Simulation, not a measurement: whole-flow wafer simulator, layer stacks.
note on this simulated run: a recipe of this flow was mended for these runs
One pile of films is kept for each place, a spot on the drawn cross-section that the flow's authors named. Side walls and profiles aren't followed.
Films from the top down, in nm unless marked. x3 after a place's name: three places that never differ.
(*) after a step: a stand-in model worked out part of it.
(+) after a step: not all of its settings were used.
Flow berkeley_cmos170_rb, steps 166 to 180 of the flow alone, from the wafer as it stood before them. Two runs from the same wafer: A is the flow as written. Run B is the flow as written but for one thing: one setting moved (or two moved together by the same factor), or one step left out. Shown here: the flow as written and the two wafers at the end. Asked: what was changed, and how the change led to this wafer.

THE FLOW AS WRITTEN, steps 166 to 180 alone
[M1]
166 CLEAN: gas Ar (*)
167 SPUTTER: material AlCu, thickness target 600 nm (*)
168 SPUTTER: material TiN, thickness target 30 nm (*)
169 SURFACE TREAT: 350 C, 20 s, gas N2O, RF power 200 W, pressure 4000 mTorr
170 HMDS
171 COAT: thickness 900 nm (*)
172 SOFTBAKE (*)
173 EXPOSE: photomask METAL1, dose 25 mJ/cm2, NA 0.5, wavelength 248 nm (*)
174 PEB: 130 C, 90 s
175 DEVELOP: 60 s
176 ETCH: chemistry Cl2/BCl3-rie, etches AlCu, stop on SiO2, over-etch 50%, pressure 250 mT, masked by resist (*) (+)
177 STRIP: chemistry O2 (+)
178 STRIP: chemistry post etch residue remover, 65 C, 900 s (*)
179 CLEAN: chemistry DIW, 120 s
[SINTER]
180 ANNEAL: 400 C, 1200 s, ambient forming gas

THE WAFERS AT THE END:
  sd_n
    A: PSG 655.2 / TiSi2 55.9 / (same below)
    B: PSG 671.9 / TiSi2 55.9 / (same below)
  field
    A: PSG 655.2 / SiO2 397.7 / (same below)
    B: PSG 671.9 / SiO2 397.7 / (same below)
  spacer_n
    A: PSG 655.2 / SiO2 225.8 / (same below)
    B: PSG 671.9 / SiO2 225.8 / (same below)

The cause: step 176, ETCH: over-etch 28.8% was run, where the flow has over-etch 50%.

How the change led to this, step by step:
  176 ETCH: chemistry Cl2/BCl3-rie, etches AlCu, stop on SiO2, over-etch 50%, pressure 250 mT, masked by resist (*) (+)
      field, sd_n, spacer_n, gate, spacer_p, gate_p: A TiN -30 (all of it), AlCu -600 (all of it), PSG -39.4 | B TiN -30 (all of it), AlCu -600 (all of it), PSG -22.7
      contact, m1: A KrF-resist -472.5 | B KrF-resist -405.7
      (and at 1 more place)
  177 STRIP: chemistry O2 (+)
      contact: A KrF-resist -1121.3 (all of it) | B KrF-resist -1188.1 (all of it)
      m1: A KrF-resist -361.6 (all of it) | B KrF-resist -428.4 (all of it)
